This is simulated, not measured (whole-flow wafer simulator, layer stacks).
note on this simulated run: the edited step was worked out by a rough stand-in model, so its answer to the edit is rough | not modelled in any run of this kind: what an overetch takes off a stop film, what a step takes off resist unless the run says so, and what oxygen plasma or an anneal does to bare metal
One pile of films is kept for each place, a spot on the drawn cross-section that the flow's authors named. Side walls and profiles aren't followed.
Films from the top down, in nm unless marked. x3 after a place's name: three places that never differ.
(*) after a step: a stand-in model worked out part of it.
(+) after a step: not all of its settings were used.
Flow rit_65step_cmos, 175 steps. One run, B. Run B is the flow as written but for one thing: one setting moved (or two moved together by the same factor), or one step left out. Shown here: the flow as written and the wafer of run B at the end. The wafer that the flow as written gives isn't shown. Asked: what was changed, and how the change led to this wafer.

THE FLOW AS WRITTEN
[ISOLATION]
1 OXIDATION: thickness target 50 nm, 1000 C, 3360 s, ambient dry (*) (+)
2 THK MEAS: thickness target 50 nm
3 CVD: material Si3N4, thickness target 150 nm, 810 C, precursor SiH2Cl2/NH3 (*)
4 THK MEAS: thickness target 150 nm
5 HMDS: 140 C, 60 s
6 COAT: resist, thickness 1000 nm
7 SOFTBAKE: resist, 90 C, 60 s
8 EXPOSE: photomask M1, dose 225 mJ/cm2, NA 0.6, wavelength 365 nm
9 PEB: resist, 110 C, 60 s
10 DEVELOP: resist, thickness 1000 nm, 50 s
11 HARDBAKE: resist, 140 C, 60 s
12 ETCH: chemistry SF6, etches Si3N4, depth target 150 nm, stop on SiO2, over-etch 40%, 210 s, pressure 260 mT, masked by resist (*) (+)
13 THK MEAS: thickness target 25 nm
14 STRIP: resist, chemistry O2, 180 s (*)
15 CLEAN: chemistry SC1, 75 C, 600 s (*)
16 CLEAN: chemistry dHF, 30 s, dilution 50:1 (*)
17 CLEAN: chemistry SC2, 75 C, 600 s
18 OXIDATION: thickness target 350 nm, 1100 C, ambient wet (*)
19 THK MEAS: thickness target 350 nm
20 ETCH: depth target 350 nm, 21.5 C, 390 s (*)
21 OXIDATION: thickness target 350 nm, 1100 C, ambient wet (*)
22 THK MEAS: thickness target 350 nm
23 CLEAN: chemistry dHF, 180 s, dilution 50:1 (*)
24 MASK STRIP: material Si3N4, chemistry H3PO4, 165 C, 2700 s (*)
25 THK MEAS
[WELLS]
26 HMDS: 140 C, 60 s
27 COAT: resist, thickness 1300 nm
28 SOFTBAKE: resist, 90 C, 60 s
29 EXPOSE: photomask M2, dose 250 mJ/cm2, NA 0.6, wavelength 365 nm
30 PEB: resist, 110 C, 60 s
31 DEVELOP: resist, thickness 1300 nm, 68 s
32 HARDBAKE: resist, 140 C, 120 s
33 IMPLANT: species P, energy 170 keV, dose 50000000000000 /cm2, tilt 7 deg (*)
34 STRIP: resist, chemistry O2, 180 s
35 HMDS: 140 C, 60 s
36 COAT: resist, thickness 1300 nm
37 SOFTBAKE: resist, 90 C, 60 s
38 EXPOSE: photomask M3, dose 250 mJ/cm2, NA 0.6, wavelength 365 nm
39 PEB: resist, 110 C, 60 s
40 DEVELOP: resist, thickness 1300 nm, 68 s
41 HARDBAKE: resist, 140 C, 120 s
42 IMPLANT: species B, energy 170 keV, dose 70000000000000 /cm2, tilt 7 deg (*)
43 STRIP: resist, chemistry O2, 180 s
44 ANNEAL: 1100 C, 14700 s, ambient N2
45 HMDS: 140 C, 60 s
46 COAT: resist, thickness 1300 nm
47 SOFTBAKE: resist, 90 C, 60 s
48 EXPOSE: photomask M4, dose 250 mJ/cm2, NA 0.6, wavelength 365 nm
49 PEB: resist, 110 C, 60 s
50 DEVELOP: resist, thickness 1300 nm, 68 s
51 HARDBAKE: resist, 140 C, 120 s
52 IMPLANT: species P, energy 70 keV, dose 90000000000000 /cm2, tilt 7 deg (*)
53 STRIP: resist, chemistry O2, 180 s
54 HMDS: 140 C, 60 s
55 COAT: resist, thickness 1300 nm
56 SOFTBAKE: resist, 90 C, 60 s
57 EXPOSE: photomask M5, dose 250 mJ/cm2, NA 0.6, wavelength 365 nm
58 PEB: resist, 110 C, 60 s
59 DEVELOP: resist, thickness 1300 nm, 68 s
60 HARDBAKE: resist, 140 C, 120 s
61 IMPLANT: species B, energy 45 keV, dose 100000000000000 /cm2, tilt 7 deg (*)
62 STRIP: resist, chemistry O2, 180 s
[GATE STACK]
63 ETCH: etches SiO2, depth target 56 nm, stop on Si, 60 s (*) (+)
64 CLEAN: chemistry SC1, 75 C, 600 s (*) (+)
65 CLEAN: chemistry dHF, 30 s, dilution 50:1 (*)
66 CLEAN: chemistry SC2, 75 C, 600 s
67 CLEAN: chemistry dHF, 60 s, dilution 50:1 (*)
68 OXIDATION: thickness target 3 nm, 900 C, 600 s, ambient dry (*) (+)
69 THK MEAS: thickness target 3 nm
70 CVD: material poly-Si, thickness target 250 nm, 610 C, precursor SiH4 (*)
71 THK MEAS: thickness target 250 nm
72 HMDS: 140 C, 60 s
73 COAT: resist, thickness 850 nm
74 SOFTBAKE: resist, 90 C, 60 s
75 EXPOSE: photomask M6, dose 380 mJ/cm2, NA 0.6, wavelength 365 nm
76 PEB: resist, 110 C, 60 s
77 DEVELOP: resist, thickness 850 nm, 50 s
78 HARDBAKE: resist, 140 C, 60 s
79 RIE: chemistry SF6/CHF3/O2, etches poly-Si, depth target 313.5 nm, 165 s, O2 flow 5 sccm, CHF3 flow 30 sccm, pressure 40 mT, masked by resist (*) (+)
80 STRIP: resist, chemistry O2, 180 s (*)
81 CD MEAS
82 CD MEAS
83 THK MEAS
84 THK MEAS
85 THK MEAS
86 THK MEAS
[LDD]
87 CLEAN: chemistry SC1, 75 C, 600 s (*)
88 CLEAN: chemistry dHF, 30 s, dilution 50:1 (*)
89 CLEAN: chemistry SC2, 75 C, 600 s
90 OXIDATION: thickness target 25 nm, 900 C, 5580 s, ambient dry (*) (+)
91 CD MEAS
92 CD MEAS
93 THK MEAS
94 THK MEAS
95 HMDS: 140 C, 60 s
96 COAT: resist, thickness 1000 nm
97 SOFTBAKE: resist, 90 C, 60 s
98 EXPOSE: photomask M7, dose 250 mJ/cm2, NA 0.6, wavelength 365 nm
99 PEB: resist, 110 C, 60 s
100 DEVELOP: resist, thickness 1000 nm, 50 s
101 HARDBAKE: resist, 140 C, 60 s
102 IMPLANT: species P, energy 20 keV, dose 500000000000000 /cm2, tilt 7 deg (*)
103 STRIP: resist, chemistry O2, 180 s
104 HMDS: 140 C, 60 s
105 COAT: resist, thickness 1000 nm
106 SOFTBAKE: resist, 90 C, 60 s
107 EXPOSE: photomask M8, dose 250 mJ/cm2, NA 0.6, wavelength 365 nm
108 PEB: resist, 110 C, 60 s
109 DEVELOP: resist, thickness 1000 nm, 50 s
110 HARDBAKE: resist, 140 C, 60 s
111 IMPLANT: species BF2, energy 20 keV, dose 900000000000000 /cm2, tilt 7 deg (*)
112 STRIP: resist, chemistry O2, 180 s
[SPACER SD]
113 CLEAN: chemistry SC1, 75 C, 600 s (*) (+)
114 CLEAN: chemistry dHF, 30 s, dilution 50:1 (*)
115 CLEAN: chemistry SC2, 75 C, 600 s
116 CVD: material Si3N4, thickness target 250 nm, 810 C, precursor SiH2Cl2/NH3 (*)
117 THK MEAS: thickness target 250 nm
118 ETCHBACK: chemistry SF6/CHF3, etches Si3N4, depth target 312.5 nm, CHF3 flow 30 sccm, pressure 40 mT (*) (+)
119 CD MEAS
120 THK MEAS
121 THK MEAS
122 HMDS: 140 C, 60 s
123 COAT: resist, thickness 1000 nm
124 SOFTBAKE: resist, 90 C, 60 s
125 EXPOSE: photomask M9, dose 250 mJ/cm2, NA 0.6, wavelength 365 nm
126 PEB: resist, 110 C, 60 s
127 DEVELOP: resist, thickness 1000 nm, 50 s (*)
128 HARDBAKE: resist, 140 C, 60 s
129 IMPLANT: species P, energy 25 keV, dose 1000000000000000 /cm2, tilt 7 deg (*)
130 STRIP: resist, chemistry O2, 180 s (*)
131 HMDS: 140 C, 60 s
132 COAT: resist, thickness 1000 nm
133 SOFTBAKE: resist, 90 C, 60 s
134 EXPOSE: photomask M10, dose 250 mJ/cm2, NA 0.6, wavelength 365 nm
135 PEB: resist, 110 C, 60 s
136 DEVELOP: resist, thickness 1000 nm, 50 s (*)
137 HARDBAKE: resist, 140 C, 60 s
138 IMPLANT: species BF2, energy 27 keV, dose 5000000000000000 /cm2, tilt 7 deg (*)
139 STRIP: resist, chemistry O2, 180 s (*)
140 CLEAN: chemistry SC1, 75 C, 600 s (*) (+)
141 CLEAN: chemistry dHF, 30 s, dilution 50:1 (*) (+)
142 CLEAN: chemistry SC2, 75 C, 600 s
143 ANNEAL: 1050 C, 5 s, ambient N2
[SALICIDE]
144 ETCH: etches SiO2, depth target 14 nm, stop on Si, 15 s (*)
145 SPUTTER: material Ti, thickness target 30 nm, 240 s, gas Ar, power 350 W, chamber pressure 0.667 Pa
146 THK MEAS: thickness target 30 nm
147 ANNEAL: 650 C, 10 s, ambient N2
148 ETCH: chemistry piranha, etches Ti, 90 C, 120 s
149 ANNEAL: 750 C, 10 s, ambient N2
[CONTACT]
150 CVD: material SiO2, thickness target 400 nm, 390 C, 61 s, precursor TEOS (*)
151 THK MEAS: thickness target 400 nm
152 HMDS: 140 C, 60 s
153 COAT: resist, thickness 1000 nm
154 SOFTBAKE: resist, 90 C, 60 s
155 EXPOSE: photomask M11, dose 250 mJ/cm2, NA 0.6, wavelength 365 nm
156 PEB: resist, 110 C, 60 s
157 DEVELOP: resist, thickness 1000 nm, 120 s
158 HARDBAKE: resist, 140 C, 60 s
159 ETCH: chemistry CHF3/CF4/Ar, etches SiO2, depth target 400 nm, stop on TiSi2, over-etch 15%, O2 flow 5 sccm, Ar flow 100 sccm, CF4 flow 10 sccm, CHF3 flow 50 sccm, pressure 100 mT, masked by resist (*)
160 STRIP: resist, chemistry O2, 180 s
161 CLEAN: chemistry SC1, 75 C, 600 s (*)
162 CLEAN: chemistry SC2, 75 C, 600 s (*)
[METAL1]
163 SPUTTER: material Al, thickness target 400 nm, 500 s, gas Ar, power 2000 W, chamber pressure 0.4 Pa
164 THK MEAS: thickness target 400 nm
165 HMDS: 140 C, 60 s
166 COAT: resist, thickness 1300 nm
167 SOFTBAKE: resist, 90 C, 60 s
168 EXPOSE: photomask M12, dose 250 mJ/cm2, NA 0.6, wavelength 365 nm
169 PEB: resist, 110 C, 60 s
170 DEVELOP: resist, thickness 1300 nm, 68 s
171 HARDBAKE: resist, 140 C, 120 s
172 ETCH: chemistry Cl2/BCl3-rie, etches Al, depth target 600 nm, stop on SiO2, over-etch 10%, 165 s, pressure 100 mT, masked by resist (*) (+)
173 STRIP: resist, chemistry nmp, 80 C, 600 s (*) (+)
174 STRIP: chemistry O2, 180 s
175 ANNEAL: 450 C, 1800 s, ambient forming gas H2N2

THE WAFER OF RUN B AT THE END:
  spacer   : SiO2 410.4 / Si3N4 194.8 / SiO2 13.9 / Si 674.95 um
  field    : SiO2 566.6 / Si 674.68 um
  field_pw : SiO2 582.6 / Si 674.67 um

The cause: step 150, CVD: thickness target 447 nm was run, where the flow has thickness target 400 nm; step 150, CVD: 68 s was run, where the flow has 61 s.

How the change led to this, step by step:
  150 CVD: material SiO2, thickness target 400 nm, 390 C, 61 s, precursor TEOS (*)
      field, field_pw, field_nw, field_p: SiO2 +447 (as written it would be: SiO2 +400)
      spacer, spacer_p: SiO2 +447 (new film) (as written it would be: SiO2 +400 (new film))
      (and at 2 more places)
